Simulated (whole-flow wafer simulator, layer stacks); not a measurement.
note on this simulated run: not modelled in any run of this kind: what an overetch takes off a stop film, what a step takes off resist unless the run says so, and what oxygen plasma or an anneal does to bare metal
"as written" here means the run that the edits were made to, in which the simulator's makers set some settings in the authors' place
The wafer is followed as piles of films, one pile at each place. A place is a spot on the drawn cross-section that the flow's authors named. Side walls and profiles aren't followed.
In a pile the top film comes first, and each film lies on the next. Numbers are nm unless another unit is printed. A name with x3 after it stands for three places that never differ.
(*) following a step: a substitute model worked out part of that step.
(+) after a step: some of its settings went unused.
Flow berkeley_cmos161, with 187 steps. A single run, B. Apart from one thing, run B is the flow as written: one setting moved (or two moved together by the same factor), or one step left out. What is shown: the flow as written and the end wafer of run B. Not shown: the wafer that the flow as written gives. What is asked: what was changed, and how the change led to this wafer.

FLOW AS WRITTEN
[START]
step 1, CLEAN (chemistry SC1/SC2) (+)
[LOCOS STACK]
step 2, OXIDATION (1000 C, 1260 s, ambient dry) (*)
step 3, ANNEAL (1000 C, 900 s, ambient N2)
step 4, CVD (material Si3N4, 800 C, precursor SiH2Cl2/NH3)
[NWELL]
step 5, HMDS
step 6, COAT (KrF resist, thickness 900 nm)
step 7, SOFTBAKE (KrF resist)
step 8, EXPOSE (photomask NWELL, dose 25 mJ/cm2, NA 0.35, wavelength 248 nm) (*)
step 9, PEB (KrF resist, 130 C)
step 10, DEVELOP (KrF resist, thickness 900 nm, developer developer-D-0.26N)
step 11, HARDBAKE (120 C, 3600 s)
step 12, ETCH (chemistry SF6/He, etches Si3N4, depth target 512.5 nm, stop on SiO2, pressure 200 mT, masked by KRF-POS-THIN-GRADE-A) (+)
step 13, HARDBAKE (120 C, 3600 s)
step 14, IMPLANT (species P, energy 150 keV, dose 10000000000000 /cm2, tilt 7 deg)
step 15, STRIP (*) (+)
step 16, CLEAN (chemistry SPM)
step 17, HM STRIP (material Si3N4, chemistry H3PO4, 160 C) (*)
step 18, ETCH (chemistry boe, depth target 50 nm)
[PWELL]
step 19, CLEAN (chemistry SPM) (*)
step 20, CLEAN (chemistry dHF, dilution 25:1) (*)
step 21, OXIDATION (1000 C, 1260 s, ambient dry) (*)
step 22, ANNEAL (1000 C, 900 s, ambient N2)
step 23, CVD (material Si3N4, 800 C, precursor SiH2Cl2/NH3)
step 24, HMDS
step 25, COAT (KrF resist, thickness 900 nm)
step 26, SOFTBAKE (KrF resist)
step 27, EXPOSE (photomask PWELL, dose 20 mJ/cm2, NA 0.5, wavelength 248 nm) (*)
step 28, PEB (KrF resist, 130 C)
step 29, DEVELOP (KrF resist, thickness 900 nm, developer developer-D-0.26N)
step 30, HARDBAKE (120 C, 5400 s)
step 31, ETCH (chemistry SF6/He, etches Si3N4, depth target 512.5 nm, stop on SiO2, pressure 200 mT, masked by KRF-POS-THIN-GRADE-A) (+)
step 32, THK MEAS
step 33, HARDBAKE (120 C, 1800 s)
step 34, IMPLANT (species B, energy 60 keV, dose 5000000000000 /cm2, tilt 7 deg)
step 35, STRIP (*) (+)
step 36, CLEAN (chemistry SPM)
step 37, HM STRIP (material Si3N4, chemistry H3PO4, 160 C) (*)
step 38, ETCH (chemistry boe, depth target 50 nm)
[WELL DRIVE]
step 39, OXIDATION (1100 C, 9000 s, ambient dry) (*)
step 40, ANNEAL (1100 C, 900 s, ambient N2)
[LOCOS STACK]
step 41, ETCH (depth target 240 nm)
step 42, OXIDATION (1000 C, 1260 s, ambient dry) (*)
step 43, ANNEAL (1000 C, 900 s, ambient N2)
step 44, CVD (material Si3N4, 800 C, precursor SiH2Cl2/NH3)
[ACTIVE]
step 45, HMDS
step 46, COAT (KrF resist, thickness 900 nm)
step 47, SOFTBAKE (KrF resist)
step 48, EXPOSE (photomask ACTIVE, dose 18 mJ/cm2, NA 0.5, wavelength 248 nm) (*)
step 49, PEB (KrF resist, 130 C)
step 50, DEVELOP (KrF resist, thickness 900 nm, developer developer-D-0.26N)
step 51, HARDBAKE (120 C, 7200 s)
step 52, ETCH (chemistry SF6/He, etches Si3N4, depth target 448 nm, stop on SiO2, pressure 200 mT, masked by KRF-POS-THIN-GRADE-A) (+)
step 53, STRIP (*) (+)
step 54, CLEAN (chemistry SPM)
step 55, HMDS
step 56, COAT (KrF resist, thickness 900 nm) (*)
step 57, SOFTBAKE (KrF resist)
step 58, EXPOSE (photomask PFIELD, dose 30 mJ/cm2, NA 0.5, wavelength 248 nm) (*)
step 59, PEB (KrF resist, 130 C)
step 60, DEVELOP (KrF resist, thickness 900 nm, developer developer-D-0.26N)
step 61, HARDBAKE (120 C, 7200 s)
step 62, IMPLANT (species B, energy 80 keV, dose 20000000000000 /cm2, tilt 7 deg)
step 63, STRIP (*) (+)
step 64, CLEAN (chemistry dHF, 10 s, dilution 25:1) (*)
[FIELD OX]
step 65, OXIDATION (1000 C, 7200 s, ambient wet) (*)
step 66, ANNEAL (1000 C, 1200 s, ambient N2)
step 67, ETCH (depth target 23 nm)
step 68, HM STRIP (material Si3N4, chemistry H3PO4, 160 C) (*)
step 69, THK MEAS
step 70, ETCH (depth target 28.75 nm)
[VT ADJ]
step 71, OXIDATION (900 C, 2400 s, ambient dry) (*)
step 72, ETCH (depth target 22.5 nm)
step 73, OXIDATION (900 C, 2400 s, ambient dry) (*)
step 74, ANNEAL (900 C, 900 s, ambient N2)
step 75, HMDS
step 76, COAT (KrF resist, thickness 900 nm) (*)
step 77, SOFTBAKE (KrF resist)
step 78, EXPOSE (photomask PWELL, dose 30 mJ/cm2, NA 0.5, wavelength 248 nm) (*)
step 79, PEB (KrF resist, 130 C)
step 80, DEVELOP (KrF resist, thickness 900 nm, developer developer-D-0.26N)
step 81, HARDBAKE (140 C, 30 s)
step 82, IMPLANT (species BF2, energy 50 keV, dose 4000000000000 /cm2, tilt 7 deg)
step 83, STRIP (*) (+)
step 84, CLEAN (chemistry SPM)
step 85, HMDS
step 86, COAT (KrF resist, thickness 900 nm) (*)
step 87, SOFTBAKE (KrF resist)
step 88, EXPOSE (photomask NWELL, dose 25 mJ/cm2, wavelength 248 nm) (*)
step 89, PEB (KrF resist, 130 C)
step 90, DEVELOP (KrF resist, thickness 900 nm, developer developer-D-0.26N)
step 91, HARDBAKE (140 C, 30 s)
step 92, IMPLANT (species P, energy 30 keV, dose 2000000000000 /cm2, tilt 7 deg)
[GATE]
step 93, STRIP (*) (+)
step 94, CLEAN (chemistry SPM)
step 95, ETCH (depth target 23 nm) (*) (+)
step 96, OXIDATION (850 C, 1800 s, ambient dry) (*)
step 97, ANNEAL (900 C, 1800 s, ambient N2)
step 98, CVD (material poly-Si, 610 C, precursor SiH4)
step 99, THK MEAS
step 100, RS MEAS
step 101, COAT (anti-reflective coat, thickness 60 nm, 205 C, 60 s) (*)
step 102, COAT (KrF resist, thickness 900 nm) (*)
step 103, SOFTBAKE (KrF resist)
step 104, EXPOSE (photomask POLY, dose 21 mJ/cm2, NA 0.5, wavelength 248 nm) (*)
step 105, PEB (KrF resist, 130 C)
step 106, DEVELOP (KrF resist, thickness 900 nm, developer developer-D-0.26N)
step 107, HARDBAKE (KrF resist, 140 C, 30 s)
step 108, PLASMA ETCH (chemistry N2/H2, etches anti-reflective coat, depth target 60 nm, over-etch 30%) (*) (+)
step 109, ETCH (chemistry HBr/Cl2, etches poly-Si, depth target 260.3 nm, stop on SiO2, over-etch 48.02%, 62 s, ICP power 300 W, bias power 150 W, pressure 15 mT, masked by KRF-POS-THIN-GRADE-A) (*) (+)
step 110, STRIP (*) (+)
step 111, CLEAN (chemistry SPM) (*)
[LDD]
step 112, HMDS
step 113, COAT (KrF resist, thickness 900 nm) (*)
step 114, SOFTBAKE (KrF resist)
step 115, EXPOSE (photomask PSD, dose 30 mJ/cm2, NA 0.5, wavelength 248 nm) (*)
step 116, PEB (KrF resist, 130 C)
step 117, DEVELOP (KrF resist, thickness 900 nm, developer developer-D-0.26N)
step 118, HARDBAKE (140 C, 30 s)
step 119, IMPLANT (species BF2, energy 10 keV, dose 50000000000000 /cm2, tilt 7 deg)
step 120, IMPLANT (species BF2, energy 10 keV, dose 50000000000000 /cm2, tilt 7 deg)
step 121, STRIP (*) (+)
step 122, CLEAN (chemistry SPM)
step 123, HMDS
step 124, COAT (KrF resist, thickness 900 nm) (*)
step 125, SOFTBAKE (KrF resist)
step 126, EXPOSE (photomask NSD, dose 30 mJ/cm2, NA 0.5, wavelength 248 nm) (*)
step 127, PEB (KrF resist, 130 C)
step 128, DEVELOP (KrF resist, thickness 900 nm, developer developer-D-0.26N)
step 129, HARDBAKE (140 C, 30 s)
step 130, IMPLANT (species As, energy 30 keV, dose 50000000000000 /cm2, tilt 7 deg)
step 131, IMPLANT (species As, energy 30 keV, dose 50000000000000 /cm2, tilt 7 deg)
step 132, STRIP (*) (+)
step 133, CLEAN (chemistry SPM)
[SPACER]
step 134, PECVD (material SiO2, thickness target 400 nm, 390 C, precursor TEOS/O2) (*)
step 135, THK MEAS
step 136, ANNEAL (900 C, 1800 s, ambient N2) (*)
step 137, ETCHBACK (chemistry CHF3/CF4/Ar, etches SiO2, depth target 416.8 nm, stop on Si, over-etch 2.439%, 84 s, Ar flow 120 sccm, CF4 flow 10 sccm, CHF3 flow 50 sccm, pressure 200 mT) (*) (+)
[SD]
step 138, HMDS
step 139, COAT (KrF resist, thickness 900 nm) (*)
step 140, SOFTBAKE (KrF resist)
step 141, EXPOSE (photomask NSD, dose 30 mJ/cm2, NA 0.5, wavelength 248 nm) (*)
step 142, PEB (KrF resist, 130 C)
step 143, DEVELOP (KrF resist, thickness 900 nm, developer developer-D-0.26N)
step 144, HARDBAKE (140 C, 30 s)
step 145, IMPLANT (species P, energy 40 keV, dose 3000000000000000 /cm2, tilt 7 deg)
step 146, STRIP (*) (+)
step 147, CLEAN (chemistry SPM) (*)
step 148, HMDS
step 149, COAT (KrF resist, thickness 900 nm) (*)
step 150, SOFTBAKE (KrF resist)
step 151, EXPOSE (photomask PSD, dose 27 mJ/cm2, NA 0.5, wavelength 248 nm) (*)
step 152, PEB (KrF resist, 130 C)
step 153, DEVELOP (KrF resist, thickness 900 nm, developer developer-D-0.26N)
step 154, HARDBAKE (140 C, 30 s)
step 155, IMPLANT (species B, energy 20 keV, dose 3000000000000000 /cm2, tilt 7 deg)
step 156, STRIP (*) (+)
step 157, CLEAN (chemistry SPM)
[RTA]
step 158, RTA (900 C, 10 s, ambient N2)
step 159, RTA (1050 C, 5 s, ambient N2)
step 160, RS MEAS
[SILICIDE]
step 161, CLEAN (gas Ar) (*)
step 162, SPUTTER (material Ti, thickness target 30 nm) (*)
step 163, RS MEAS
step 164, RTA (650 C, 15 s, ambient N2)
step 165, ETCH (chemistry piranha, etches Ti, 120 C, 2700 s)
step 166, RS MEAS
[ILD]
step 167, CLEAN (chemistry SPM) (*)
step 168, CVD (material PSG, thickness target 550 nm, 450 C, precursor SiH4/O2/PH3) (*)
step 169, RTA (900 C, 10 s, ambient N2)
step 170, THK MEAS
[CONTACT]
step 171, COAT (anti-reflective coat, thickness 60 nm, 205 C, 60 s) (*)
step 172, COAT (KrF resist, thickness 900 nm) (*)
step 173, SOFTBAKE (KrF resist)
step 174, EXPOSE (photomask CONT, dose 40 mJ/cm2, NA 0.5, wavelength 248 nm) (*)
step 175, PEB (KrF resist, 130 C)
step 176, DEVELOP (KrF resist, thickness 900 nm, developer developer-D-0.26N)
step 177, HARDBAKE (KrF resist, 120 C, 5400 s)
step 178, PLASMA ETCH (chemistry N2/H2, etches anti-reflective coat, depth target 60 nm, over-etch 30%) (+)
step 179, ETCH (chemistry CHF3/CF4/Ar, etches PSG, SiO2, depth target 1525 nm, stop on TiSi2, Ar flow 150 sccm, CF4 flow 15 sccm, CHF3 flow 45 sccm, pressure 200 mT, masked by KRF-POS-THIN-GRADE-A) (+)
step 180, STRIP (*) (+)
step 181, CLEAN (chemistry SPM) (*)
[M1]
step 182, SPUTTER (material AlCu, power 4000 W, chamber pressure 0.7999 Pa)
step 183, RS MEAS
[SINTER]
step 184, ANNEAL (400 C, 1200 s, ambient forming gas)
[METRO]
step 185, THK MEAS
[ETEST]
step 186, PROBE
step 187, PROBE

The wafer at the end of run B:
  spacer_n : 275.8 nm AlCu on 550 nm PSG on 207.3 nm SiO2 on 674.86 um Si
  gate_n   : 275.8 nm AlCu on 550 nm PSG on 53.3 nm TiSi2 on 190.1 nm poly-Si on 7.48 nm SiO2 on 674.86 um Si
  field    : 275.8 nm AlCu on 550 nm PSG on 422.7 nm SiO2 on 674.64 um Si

The reason: step 46, COAT: thickness 450 nm was run, while the flow as written has thickness 900 nm; step 70, ETCH: depth target 14.38 nm was run, where the flow has depth target 28.75 nm.

Step by step, how the change led to this:
  step 46, COAT (KrF resist, thickness 900 nm)
      field, sd_n, spacer_n and 6 more: +450 KrF resist (new film) (it would be, as written: +900 KrF resist (new film))
  step 49, PEB (KrF resist, 130 C)
      field, sd_n, spacer_n and 6 more: -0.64 KrF resist (it would be, as written: -1.44 KrF resist)
  step 50, DEVELOP (KrF resist, thickness 900 nm, developer developer-D-0.26N)
      field: -449.4 KrF resist (all of it) (it would be, as written: -898.6 KrF resist (all of it))
  step 51, HARDBAKE (120 C, 7200 s)
      sd_n, spacer_n, gate_n, sd_p, spacer_p, gate_p, contact, m1: -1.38 KrF resist (it would be, as written: -2.9 KrF resist)
  step 53, STRIP (*) (+)
      sd_n, spacer_n, gate_n, sd_p, spacer_p, gate_p, contact, m1: -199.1 KrF resist (all of it) (it would be, as written: -646.8 KrF resist (all of it))
  step 70, ETCH (depth target 28.75 nm)
      spacer_n, gate_n, spacer_p, gate_p, contact, m1: -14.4 SiO2 (it would be, as written: -24.8 SiO2 (all of it))
      sd_n, sd_p: -14.4 SiO2 (it would be, as written: -25 SiO2 (all of it))
      (also at 1 further place)
  step 71, OXIDATION (900 C, 2400 s, ambient dry) (*)
      spacer_n, gate_n, spacer_p, gate_p, contact, m1: +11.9 SiO2, -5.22 Si (it would be, as written: +14.9 SiO2 (new film), -6.57 Si)
      sd_n, sd_p: +11.8 SiO2, -5.2 Si (it would be, as written: +14.9 SiO2 (new film), -6.57 Si)
  step 72, ETCH (depth target 22.5 nm)
      spacer_n, gate_n, spacer_p, gate_p, contact, m1: -22.3 SiO2 (all of it) (it would be, as written: -14.9 SiO2 (all of it))
      sd_n, sd_p: -22.5 SiO2 (all of it) (it would be, as written: -14.9 SiO2 (all of it))
  step 101, COAT (anti-reflective coat, thickness 60 nm, 205 C, 60 s) (*)
      sd_n: +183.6 anti-reflective coat (new film) (it would be, as written: +173.5 anti-reflective coat (new film))
      spacer_n: +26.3 anti-reflective coat (new film) (it would be, as written: +28.7 anti-reflective coat (new film))
      (also at 4 further places)
  step 108, PLASMA ETCH (chemistry N2/H2, etches anti-reflective coat, depth target 60 nm, over-etch 30%) (*) (+)
      sd_n: -183.6 anti-reflective coat (all of it), -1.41 poly-Si (it would be, as written: -173.5 anti-reflective coat (all of it), -1.33 poly-Si)
      spacer_n: -26.3 anti-reflective coat (all of it), -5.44 poly-Si (it would be, as written: -28.7 anti-reflective coat (all of it), -5.05 poly-Si)
      (also at 2 further places)
  step 110, STRIP (*) (+)
      gate_n: +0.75 chemical SiO2 (new film), -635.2 KrF resist (all of it), -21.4 anti-reflective coat (all of it), -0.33 poly-Si (it would be, as written: +0.75 chemical SiO2 (new film), -626.8 KrF resist (all of it), -23.7 anti-reflective coat (all of it), -0.33 poly-Si)
      gate_p: +0.75 chemical SiO2 (new film), -603.2 KrF resist (all of it), -26.7 anti-reflective coat (all of it), -0.33 poly-Si (it would be, as written: +0.75 chemical SiO2 (new film), -598.2 KrF resist (all of it), -27.9 anti-reflective coat (all of it), -0.33 poly-Si)
  step 171, COAT (anti-reflective coat, thickness 60 nm, 205 C, 60 s) (*)
      sd_n: +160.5 anti-reflective coat (new film) (it would be, as written: +149.7 anti-reflective coat (new film))
      m1: +101.1 anti-reflective coat (new film) (it would be, as written: +97.8 anti-reflective coat (new film))
  step 180, STRIP (*) (+)
      sd_n: -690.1 KrF resist (all of it), -160.5 anti-reflective coat (all of it) (it would be, as written: -692.5 KrF resist (all of it), -149.7 anti-reflective coat (all of it))
      m1: -744.5 KrF resist (all of it), -101.1 anti-reflective coat (all of it) (it would be, as written: -739.9 KrF resist (all of it), -97.8 anti-reflective coat (all of it))
